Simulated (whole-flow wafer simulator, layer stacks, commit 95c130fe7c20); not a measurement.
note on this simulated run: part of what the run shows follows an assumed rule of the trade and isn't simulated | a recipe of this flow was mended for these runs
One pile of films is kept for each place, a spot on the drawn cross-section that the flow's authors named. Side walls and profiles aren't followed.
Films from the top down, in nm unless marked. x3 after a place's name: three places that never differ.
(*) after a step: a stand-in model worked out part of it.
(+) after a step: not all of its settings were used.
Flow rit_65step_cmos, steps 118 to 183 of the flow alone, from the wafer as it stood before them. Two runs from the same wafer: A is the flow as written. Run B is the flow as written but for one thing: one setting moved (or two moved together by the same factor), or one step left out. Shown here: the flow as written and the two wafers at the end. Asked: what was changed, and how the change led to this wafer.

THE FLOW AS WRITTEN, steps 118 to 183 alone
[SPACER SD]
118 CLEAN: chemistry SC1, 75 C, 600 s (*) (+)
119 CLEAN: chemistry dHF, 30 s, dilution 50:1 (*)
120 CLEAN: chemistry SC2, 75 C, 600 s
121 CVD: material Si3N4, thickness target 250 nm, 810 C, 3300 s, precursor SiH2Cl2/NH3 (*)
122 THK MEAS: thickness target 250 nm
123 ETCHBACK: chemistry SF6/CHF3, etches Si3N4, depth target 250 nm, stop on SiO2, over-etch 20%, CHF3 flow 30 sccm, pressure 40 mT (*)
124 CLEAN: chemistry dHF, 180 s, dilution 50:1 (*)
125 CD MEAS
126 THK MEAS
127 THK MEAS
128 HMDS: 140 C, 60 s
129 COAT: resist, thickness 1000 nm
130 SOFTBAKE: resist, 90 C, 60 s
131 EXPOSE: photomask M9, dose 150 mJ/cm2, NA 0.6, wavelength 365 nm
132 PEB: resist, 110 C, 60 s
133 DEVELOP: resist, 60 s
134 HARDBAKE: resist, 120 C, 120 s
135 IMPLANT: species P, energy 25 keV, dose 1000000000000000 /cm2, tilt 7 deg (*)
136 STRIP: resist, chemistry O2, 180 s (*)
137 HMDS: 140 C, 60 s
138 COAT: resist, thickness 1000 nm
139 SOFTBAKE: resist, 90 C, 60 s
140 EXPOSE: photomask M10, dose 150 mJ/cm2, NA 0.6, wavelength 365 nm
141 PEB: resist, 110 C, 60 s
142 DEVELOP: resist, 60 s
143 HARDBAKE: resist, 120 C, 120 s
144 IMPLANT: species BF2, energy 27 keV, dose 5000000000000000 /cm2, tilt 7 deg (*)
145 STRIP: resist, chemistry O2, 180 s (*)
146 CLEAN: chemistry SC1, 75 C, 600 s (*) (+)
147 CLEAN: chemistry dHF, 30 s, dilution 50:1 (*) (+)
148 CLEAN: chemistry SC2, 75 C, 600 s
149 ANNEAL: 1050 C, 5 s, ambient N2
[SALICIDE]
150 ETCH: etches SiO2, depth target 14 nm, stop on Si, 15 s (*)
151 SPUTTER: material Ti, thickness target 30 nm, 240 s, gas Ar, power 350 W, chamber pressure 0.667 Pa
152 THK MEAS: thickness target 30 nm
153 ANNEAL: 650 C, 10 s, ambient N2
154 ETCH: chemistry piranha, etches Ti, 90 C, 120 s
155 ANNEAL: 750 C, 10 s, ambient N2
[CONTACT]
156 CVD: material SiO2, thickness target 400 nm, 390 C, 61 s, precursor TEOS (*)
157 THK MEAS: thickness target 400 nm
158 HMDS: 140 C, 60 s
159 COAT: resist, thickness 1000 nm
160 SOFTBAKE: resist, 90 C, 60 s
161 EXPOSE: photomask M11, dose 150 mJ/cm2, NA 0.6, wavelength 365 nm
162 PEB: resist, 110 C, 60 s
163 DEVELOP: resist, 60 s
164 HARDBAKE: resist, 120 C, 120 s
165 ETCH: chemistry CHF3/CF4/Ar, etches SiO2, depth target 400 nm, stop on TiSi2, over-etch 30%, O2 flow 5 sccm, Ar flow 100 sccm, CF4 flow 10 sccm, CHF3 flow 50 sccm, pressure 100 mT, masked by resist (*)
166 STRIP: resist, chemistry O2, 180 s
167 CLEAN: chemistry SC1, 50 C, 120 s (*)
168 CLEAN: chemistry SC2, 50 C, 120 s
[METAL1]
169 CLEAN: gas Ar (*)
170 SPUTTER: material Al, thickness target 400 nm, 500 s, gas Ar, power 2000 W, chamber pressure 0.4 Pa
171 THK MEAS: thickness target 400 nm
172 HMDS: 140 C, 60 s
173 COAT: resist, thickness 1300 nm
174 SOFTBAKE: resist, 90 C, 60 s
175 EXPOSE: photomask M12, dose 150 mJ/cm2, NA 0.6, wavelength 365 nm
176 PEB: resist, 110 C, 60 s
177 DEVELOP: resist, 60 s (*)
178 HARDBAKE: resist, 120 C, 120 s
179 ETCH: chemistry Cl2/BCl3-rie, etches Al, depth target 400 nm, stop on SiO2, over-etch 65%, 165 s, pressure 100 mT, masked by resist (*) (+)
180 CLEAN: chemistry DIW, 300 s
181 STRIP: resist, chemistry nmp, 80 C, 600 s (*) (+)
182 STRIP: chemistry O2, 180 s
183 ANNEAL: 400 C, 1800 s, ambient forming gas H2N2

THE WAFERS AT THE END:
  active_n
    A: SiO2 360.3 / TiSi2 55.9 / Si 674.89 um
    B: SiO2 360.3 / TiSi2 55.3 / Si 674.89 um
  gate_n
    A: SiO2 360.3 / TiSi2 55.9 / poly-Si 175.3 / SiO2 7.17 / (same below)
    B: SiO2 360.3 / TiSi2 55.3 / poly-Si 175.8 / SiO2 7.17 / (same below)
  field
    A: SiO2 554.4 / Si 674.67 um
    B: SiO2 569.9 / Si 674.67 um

The cause: step 150, ETCH: etches SiO2, depth target 14 nm, stop on Si, 15 s (*), was left out.

How the change led to this, step by step:
  153 ANNEAL: 650 C, 10 s, ambient N2
      active_n, active_p, sd_n, sd_p, contact, m1: A Ti -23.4, TiSi first +15 (new film), TiSi2 C49 +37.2 (new film), Si -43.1 | B Ti -23.5, TiSi first +14.4 (new film), TiSi2 C49 +37.5 (new film), chemical SiO2 -0.4 (all of it), Si -43
      gate_n, gate_p: A Ti -23.4, TiSi first +15 (new film), TiSi2 C49 +37.2 (new film), poly-Si -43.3 | B Ti -23.5, TiSi first +14.4 (new film), TiSi2 C49 +37.5 (new film), chemical SiO2 -0.4 (all of it), poly-Si -43.2
  155 ANNEAL: 750 C, 10 s, ambient N2
      active_n, active_p, sd_n, sd_p, contact, m1: A TiSi2 +55.9 (new film), TiSi first -14.9 (all of it), TiSi2 C49 -37.2 (all of it), Si -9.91 | B TiSi2 +55.3 (new film), TiSi first -14.3 (all of it), TiSi2 C49 -37.5 (all of it), Si -9.48
      gate_n, gate_p: A TiSi2 +55.9 (new film), TiSi first -14.9 (all of it), TiSi2 C49 -37.2 (all of it), poly-Si -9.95 | B TiSi2 +55.3 (new film), TiSi first -14.3 (all of it), TiSi2 C49 -37.5 (all of it), poly-Si -9.51
